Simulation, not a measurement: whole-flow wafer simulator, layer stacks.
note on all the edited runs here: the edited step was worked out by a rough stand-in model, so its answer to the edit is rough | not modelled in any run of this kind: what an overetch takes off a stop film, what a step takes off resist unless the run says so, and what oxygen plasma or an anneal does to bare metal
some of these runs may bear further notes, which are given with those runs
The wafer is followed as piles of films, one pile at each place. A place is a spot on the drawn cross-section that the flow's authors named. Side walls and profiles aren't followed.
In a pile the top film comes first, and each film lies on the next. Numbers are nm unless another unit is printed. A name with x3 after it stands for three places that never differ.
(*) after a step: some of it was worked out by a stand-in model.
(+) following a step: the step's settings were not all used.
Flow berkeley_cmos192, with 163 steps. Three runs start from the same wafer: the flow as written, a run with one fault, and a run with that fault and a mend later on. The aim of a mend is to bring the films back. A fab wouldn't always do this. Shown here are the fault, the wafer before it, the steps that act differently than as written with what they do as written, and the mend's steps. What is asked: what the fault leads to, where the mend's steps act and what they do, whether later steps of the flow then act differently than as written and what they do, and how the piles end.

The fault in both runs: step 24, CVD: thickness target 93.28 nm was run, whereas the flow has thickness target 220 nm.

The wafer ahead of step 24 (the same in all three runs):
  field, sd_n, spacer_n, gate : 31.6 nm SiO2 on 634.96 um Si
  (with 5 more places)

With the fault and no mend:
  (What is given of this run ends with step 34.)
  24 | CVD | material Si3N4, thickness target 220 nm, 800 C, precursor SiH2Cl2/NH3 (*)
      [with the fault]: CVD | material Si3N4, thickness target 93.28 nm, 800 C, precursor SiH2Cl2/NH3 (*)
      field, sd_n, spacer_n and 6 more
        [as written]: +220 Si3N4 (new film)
        [with the fault]: +93.3 Si3N4 (new film)
  Later steps of the flow acting differently than as written:
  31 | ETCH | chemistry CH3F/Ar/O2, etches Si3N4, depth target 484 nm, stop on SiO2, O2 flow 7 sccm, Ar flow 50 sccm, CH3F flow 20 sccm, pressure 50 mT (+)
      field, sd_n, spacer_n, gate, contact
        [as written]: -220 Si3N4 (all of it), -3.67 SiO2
        [with the fault]: -93.3 Si3N4 (all of it), -3.67 SiO2
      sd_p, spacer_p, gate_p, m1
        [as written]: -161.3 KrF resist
        [with the fault]: -76.9 KrF resist
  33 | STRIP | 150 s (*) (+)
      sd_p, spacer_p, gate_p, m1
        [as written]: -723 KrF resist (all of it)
        [with the fault]: -807.5 KrF resist (all of it)
  The piles after step 34 differ from the flow's at sd_p, spacer_p, gate_p, m1 by more than 2% or 0.5 nm, whichever is larger.
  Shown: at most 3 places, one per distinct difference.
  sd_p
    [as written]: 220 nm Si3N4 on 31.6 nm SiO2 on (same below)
    [with the fault]: 93.3 nm Si3N4 on 31.6 nm SiO2 on (same below)

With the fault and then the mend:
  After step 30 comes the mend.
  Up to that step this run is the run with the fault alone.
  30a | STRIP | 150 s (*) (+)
      sd_p, spacer_p, gate_p, m1
        -884.4 KrF resist (all of it)
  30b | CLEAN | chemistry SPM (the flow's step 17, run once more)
      does not change any film at any place that is followed
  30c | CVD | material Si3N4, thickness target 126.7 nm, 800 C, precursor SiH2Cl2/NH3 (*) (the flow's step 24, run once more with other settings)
      field, sd_n, spacer_n and 6 more
        +126.7 Si3N4
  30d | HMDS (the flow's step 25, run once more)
      does not change any film at any place that is followed
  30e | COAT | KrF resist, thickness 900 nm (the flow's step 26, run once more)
      field, sd_n, spacer_n and 6 more
        +900 KrF resist (new film)
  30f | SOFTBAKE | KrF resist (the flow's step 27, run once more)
      does not change any film at any place that is followed
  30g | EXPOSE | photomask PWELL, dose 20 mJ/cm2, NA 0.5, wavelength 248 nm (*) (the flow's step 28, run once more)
      does not change any film at any place that is followed
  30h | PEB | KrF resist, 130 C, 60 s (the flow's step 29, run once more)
      field, sd_n, spacer_n and 6 more
        -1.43 KrF resist
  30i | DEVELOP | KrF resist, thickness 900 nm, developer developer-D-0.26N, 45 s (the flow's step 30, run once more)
      field, sd_n, spacer_n, gate, contact
        -898.6 KrF resist (all of it)
      sd_p, spacer_p, gate_p, m1
        -14.2 KrF resist
  Every later step of the flow that is run acts as written at every place that is followed.
  The piles end the same as the flow's at every place that both follow.
